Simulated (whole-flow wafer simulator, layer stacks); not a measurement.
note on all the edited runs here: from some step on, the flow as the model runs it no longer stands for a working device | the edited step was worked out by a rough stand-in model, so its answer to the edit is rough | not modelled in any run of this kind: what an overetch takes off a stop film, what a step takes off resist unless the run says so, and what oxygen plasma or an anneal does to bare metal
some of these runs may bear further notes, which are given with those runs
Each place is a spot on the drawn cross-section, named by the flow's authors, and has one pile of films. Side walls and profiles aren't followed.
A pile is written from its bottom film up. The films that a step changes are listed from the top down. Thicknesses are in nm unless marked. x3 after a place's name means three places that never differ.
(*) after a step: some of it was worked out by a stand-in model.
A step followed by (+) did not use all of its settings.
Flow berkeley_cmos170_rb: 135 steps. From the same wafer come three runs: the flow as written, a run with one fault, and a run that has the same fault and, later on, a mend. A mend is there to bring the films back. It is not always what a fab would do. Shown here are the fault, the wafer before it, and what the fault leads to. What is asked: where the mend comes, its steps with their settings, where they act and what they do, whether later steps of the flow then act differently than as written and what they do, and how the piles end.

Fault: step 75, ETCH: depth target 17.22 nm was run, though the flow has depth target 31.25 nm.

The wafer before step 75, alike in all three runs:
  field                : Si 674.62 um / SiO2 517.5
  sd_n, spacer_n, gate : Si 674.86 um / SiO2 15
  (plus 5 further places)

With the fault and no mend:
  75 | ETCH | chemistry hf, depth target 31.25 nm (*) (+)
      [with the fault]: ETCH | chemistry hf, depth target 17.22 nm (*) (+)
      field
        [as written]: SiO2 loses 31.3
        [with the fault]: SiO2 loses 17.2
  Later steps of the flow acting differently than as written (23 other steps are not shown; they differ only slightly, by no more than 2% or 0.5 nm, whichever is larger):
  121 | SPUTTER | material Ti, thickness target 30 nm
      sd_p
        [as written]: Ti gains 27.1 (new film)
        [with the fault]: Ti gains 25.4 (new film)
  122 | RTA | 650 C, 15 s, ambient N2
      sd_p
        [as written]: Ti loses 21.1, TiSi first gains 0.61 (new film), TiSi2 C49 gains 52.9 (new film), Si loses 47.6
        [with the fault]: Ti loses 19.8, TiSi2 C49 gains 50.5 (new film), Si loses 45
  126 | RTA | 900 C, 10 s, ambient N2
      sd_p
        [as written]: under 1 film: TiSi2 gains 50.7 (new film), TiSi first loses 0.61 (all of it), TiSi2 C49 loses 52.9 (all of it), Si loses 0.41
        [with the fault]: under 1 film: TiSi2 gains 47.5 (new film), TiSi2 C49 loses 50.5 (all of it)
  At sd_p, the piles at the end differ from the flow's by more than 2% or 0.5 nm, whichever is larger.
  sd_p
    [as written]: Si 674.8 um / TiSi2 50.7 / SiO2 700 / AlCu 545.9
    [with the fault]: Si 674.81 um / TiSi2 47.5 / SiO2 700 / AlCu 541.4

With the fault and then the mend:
  After step 75 comes the mend.
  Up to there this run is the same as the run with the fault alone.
  75a | ETCH | chemistry hf, depth target 14.03 nm (*) (+) (a further turn of the flow's step 75, with different settings)
      field
        SiO2 loses 14
  None of the later steps of the flow differs from how it acts as written, at any place that is followed, by more than 2% or 0.5 nm, whichever is larger.
  At every place that both follow, the piles at the end match the flow's.
